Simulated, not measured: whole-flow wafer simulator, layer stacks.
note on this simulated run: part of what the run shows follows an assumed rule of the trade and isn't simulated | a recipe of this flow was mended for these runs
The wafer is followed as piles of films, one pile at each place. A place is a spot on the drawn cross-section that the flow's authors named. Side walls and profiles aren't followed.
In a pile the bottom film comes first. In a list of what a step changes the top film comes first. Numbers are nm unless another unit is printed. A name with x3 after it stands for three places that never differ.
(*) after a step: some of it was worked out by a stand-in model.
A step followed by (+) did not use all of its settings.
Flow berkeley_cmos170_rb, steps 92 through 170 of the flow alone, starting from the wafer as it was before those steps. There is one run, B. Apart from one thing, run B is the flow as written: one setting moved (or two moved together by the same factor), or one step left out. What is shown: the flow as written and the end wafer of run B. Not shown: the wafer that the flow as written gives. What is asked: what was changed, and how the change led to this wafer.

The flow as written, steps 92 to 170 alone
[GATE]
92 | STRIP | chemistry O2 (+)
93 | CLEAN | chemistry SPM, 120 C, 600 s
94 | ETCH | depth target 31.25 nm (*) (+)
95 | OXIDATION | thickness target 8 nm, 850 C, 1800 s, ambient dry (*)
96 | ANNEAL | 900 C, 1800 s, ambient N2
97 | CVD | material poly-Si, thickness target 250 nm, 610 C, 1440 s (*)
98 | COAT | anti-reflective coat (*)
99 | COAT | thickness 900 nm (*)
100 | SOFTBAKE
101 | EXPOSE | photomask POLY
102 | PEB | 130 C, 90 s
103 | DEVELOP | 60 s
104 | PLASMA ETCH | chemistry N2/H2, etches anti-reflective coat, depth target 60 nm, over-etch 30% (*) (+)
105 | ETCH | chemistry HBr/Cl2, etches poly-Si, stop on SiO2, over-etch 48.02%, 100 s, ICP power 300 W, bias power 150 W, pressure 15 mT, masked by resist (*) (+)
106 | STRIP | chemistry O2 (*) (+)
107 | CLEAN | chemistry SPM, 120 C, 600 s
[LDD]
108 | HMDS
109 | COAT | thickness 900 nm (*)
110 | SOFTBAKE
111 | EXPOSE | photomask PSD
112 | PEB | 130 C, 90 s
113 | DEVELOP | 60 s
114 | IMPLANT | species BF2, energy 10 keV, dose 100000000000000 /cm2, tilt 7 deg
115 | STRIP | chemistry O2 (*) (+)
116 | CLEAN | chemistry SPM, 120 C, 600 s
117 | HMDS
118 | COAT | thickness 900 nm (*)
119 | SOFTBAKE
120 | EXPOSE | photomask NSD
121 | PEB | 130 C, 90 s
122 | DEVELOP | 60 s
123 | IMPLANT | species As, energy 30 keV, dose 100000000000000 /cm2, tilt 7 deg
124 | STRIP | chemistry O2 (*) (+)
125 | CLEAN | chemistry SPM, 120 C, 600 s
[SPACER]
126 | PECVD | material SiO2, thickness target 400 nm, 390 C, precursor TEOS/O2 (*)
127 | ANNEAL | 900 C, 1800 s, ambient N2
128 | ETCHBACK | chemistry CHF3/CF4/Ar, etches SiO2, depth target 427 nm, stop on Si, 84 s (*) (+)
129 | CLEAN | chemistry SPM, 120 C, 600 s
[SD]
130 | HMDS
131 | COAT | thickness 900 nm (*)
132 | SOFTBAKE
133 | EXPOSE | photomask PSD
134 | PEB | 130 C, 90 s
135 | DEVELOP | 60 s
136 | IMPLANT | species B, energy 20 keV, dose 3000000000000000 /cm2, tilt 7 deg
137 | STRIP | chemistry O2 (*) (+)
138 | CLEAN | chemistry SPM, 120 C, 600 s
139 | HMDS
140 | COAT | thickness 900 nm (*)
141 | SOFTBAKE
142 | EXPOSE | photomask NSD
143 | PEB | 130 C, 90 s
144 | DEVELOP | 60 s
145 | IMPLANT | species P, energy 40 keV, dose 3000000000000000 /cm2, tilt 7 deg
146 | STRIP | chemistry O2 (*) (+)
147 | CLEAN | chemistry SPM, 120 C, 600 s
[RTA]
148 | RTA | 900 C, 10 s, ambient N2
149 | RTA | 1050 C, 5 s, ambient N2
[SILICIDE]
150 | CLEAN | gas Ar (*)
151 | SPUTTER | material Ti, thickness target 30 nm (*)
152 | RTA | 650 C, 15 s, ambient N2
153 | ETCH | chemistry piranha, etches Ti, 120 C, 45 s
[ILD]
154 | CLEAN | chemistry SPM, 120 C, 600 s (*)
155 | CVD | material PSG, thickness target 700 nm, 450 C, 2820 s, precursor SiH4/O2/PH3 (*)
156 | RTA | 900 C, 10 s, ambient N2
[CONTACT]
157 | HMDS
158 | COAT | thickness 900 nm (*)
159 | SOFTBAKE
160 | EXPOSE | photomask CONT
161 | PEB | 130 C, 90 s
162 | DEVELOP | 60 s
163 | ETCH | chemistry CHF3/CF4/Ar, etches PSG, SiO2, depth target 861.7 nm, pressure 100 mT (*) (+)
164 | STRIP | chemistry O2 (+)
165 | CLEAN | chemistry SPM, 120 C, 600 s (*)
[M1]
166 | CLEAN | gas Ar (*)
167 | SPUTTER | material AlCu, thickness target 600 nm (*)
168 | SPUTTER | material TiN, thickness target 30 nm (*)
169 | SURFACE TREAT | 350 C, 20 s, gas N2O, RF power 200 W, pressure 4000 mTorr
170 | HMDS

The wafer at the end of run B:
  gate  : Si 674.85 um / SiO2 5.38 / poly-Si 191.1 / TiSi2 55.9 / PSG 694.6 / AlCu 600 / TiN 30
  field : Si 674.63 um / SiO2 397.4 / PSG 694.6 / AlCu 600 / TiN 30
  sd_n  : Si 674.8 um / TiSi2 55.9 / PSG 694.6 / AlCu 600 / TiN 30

The reason: step 95, OXIDATION: thickness target 4.4 nm was run, while the flow as written has thickness target 8 nm; step 95, OXIDATION: 990 s was run, where the flow has 1800 s.

How this came from the change, step by step:
  95 | OXIDATION | thickness target 8 nm, 850 C, 1800 s, ambient dry (*)
      sd_n, spacer_n, gate, sd_p, spacer_p, gate_p, contact, m1: +5.38 SiO2 (new film), -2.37 Si (in the flow as written it would be: +7.53 SiO2 (new film), -3.31 Si)
